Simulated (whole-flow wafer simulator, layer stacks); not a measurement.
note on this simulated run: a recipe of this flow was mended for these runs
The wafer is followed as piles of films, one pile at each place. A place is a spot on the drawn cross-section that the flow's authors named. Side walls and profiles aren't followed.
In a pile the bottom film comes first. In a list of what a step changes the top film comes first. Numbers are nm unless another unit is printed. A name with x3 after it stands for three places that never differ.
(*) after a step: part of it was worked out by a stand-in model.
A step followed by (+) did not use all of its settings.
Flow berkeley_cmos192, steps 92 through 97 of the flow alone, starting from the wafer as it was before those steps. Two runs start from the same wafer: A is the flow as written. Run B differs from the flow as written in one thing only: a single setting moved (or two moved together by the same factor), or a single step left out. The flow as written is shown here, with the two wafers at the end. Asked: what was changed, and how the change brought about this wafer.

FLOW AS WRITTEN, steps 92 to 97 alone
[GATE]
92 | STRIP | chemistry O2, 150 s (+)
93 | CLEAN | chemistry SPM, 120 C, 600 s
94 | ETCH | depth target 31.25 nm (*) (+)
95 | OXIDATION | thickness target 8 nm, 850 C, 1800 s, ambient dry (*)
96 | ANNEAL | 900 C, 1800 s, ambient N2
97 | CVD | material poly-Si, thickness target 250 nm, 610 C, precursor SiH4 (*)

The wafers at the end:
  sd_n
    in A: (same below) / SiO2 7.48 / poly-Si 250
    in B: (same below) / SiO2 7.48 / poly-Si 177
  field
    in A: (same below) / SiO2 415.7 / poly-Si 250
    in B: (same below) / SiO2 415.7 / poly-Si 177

The reason: step 97, CVD: thickness target 177 nm was run, though the flow has thickness target 250 nm.
One can read it off the wafer: sd_n has poly-Si 177, and step 97 as written asks for 250 nm.

Step by step, how the change led to this:
  97 | CVD | material poly-Si, thickness target 250 nm, 610 C, precursor SiH4 (*)
      field, sd_n, spacer_n, gate, sd_p, spacer_p x2, contact, m1: A poly-Si gains 250 (new film) | B poly-Si gains 177 (new film)
